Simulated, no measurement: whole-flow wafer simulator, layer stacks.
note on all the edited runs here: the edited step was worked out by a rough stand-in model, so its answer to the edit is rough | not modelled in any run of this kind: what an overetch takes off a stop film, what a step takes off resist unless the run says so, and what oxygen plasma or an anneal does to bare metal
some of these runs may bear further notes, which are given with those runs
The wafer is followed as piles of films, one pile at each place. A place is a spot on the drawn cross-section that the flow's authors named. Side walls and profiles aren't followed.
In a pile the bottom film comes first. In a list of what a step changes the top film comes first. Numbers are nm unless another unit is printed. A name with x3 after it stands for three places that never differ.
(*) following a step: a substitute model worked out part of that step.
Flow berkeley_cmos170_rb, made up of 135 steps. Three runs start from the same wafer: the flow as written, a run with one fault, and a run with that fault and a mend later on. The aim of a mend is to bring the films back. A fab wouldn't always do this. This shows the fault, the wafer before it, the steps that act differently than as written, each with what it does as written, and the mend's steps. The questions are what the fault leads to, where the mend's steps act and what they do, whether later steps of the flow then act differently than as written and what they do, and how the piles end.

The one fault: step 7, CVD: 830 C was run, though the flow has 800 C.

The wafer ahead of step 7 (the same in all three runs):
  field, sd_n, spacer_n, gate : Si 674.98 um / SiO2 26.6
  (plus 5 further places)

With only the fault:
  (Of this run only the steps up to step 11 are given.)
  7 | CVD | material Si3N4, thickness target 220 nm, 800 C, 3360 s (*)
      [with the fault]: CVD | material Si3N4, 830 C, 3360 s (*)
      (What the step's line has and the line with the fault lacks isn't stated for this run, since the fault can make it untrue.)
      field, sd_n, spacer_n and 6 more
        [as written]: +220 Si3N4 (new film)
        [with the fault]: +312.6 Si3N4 (new film)
  Every later step of the flow up to step 11 that is run acts as written at every place that is followed.
  After step 11, at field, sd_n, spacer_n and 6 more, the piles differ from the flow's by more than 2% or 0.5 nm, whichever is larger.
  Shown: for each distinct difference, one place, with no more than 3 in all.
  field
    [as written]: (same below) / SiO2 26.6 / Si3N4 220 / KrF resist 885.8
    [with the fault]: (same below) / SiO2 26.6 / Si3N4 312.6 / KrF resist 885.8
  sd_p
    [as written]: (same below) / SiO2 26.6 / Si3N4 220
    [with the fault]: (same below) / SiO2 26.6 / Si3N4 312.6

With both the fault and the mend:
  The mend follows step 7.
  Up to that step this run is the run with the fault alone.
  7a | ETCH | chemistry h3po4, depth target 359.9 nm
      field, sd_n, spacer_n and 6 more
        -312.6 Si3N4 (all of it)
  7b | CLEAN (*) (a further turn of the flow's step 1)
      leaves every film unchanged at each place that is followed
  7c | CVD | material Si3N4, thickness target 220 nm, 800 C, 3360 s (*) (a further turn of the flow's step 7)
      field, sd_n, spacer_n and 6 more
        +220 Si3N4 (new film)
  Every later step of the flow that is run acts as written at every place that is followed.
  At every place that both follow, the piles at the end match the flow's.
